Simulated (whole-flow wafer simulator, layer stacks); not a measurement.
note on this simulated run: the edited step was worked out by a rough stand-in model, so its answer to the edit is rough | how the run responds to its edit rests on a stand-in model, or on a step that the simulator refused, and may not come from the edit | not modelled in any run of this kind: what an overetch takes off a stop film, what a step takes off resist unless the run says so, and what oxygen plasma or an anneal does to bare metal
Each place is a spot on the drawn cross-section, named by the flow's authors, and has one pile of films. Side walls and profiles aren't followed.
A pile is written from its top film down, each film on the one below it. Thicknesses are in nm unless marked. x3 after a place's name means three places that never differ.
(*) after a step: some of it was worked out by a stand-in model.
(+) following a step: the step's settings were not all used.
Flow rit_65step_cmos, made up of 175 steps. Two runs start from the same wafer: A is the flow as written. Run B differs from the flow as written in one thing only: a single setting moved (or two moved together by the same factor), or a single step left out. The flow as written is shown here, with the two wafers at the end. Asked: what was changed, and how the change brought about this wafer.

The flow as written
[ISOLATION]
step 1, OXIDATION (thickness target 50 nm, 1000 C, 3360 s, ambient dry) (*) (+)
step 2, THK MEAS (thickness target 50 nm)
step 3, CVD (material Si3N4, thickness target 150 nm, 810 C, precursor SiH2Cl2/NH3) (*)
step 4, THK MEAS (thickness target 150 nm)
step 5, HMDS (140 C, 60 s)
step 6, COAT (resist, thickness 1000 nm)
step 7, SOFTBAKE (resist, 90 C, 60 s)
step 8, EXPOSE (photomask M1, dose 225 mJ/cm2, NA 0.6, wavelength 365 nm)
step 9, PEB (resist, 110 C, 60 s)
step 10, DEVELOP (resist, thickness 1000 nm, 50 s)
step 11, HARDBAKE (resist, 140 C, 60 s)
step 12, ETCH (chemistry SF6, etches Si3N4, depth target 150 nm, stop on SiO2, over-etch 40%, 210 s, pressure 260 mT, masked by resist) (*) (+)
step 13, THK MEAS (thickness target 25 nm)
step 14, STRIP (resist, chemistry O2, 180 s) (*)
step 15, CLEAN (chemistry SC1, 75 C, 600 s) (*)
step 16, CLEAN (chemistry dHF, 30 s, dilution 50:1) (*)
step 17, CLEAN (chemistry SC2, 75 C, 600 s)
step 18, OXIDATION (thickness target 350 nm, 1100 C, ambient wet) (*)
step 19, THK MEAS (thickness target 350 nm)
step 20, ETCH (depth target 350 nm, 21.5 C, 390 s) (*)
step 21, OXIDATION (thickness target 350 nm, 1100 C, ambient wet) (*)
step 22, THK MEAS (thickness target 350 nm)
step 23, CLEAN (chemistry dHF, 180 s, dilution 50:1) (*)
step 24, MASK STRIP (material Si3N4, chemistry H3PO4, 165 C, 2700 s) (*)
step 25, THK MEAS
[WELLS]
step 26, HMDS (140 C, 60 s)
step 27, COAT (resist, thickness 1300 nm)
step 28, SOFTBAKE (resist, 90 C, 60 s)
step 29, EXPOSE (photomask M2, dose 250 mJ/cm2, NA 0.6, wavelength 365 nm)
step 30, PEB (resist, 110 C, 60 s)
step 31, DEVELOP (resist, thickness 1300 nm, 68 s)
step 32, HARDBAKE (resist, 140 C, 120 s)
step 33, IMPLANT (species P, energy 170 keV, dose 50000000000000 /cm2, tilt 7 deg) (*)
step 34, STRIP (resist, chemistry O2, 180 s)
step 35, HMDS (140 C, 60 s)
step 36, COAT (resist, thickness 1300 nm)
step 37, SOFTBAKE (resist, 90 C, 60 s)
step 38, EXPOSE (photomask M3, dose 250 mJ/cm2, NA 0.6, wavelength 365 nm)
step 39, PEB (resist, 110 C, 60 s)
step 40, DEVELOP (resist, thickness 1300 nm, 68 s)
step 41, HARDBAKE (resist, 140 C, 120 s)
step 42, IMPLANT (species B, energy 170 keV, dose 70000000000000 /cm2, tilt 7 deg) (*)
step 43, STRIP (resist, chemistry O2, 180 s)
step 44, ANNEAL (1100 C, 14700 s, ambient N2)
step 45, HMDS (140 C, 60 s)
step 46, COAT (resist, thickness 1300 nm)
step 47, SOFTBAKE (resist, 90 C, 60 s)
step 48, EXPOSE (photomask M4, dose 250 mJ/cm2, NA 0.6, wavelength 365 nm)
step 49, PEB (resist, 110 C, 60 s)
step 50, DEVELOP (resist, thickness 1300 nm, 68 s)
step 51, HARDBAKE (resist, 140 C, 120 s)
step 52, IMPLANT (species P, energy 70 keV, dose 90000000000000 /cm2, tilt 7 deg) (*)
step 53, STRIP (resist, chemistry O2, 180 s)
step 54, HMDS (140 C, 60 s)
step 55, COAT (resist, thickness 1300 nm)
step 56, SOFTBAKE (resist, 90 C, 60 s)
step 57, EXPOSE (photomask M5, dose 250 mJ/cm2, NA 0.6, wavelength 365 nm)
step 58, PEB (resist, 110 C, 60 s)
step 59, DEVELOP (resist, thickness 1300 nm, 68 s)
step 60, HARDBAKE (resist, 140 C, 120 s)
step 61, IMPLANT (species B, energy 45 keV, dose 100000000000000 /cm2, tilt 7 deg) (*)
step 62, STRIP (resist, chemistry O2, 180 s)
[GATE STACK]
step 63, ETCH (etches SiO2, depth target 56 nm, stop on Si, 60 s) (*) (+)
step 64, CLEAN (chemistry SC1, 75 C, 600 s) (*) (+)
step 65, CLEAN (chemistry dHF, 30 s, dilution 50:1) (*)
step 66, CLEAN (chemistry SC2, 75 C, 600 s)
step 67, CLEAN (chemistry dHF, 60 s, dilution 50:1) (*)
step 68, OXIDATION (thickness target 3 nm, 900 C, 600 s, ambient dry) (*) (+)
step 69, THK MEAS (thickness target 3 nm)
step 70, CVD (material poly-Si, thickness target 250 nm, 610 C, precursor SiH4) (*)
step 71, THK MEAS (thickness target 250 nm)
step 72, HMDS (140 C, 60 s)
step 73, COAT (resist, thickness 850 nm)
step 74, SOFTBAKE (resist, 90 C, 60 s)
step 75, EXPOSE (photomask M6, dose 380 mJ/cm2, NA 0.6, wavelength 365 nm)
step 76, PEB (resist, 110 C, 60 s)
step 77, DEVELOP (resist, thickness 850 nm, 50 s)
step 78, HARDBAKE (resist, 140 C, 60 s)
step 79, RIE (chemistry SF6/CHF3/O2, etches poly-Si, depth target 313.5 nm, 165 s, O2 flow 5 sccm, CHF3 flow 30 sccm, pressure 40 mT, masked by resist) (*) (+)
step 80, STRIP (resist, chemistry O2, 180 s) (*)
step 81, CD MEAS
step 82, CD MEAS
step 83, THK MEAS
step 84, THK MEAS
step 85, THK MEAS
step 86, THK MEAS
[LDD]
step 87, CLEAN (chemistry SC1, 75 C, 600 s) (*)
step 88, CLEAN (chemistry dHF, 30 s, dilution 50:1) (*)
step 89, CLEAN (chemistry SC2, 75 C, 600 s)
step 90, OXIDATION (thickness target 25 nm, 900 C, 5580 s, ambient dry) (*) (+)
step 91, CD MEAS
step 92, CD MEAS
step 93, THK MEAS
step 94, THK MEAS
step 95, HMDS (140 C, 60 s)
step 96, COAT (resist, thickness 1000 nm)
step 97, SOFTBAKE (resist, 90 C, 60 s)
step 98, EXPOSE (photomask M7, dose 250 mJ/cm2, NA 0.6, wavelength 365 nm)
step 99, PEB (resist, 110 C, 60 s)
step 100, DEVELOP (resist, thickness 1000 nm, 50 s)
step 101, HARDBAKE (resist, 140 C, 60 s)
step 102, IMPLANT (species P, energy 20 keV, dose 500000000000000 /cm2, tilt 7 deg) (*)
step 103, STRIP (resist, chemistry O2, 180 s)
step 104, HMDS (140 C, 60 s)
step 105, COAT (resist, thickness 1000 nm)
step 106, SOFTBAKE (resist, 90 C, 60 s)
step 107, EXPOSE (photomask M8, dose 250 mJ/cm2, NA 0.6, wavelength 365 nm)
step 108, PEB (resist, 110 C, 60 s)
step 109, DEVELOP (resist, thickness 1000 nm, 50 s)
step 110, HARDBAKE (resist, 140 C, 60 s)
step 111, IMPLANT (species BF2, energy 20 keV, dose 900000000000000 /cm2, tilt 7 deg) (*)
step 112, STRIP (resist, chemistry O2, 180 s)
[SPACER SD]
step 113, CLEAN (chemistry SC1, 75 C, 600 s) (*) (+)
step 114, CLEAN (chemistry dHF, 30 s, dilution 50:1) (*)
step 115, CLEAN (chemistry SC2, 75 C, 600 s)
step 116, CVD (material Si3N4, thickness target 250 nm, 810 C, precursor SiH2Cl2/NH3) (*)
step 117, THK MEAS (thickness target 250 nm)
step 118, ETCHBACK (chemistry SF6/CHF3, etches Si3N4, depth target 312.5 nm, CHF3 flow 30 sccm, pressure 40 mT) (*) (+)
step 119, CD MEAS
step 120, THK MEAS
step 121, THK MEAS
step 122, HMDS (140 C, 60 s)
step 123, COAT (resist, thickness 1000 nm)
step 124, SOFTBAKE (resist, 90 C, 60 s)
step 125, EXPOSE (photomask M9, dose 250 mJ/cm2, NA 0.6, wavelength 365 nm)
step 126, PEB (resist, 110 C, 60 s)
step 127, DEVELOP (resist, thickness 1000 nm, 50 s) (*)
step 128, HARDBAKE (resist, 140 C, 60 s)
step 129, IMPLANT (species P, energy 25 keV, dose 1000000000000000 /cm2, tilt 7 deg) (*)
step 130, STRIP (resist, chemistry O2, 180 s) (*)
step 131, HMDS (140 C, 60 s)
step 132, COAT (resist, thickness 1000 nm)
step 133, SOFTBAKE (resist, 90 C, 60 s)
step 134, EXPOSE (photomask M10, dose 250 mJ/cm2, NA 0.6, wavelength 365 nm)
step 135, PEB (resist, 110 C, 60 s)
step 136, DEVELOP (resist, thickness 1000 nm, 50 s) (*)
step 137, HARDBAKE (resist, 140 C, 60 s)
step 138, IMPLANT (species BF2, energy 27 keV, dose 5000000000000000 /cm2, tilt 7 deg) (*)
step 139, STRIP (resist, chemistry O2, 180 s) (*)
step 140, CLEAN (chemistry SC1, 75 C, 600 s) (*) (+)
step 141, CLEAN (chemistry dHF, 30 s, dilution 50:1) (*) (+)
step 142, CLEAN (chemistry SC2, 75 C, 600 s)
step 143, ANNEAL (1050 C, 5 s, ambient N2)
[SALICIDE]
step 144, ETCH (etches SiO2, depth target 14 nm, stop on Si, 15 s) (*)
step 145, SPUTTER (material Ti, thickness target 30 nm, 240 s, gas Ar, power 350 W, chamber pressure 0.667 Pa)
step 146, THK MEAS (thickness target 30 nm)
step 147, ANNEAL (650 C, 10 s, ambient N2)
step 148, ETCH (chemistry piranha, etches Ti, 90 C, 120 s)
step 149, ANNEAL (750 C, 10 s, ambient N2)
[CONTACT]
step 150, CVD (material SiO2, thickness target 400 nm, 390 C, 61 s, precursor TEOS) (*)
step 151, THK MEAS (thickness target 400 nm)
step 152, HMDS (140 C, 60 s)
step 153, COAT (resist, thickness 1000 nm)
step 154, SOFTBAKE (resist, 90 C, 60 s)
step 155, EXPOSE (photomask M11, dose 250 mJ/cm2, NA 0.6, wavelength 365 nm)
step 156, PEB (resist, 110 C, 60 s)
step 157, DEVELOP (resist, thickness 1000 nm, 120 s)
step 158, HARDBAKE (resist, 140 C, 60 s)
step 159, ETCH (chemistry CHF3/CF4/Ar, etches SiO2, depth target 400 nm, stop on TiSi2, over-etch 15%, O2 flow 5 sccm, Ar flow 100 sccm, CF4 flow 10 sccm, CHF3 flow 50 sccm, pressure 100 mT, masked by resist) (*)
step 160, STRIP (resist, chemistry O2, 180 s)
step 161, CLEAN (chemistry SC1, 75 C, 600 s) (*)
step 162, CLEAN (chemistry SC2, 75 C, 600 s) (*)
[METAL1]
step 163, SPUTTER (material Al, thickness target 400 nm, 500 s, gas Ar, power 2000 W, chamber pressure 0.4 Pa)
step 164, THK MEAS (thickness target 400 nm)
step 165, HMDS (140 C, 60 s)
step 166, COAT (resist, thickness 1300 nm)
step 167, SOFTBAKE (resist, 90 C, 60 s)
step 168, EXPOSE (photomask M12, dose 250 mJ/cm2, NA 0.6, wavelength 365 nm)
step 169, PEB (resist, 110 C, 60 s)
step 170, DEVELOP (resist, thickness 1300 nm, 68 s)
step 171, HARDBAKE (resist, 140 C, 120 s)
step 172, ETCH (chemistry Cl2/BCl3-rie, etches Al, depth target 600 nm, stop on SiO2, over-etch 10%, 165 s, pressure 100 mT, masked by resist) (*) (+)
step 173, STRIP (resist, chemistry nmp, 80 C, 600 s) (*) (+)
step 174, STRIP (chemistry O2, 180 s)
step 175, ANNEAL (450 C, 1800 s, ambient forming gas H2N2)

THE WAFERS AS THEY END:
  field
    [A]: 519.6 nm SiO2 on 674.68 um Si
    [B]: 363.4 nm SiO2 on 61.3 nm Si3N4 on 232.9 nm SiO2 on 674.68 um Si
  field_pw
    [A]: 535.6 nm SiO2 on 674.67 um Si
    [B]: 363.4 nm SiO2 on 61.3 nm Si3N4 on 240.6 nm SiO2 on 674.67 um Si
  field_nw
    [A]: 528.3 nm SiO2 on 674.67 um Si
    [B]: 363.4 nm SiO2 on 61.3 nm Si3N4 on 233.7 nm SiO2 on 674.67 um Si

What caused this: step 118, ETCHBACK: depth target 187.5 nm was run, whereas the flow has depth target 312.5 nm.

How this came from the change, step by step:
  step 118, ETCHBACK (chemistry SF6/CHF3, etches Si3N4, depth target 312.5 nm, CHF3 flow 30 sccm, pressure 40 mT) (*) (+)
      field, field_pw, field_nw, field_p: A -250 Si3N4 (all of it), -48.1 SiO2 | B -187.5 Si3N4
      gate_n: A -250 Si3N4 (all of it), -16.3 SiO2 (all of it), -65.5 poly-Si | B -187.5 Si3N4
      (also at 1 further place)
  step 123, COAT (resist, thickness 1000 nm)
      field: A +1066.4 resist (new film) | B +1044.1 resist (new film)
      field_p: A +1073.5 resist (new film) | B +1051.2 resist (new film)
      (also at 4 further places)
  step 126, PEB (resist, 110 C, 60 s)
      gate_n, gate_p: A -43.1 resist | B -40.1 resist
      field: A -55.6 resist | B -54.3 resist
      (also at 3 further places)
  step 127, DEVELOP (resist, thickness 1000 nm, 50 s) (*)
      field: A -1010.9 resist (all of it) | B -989.9 resist (all of it)
      gate_n: A -791.9 resist (all of it) | B -739.2 resist (all of it)
      (also at 1 further place)
  step 128, HARDBAKE (resist, 140 C, 60 s)
      field_nw: A -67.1 resist | B -65.7 resist
      field_p: A -68.8 resist | B -67.2 resist
      (also at 2 further places)
  step 130, STRIP (resist, chemistry O2, 180 s) (*)
      gate_n: A +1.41 chemical SiO2 (new film), -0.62 poly-Si | B nothing
      gate_p: A +1.31 chemical SiO2 (new film), -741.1 resist (all of it), -0.58 poly-Si | B -691.6 resist (all of it)
      (also at 2 further places)
  step 132, COAT (resist, thickness 1000 nm)
      field: A +1067 resist (new film) | B +1044.1 resist (new film)
      field_p: A +1074 resist (new film) | B +1051.2 resist (new film)
      (also at 4 further places)
  step 135, PEB (resist, 110 C, 60 s)
      gate_n, gate_p: A -43.1 resist | B -40.1 resist
      spacer, spacer_p: A -42 resist | B -40 resist
      (also at 2 further places)
  step 136, DEVELOP (resist, thickness 1000 nm, 50 s) (*)
      field_p: A -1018 resist (all of it) | B -996.5 resist (all of it)
      gate_p: A -792.8 resist (all of it) | B -739.4 resist (all of it)
      (also at 1 further place)
  step 137, HARDBAKE (resist, 140 C, 60 s)
      field: A -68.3 resist | B -66.3 resist
      field_nw: A -67.1 resist | B -65.7 resist
      (also at 2 further places)
  step 139, STRIP (resist, chemistry O2, 180 s) (*)
      gate_n: A -740 resist (all of it), +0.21 chemical SiO2, -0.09 poly-Si | B -691.3 resist (all of it)
      field: A -943.1 resist (all of it) | B -923.5 resist (all of it)
      (also at 1 further place)
  step 140, CLEAN (chemistry SC1, 75 C, 600 s) (*) (+)
      field, field_pw, field_nw, field_p: A -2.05 SiO2 | B -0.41 Si3N4
      gate_n, gate_p: A -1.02 chemical SiO2, -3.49 poly-Si | B -0.41 Si3N4
  step 141, CLEAN (chemistry dHF, 30 s, dilution 50:1) (*) (+)
      field, field_p: A -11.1 SiO2 | B -0.43 Si3N4
      field_pw, field_nw: A -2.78 SiO2 | B -0.43 Si3N4
      (also at 2 further places)
  step 144, ETCH (etches SiO2, depth target 14 nm, stop on Si, 15 s) (*)
      field, field_pw, field_nw, field_p: A -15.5 SiO2 | B -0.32 Si3N4
  step 145, SPUTTER (material Ti, thickness target 30 nm, 240 s, gas Ar, power 350 W, chamber pressure 0.667 Pa)
      gate_n: A +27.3 Ti (new film) | B +30 Ti (new film)
      gate_p: A +27.2 Ti (new film) | B +30 Ti (new film)
  step 147, ANNEAL (650 C, 10 s, ambient N2)
      gate_n: A -21.3 Ti, +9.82 TiSi first (new film), +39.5 TiSi2 C49 (new film), -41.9 poly-Si | B nothing
      gate_p: A -21.2 Ti, +9.56 TiSi first (new film), +39.6 TiSi2 C49 (new film), -41.9 poly-Si | B nothing
  ... another 9 steps ...
  step 170, DEVELOP (resist, thickness 1300 nm, 68 s)
      field: A -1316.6 resist (all of it) | B -1271.6 resist (all of it)
      field_pw: A -1285.5 resist (all of it) | B -1259.5 resist (all of it)
      (also at 6 further places)
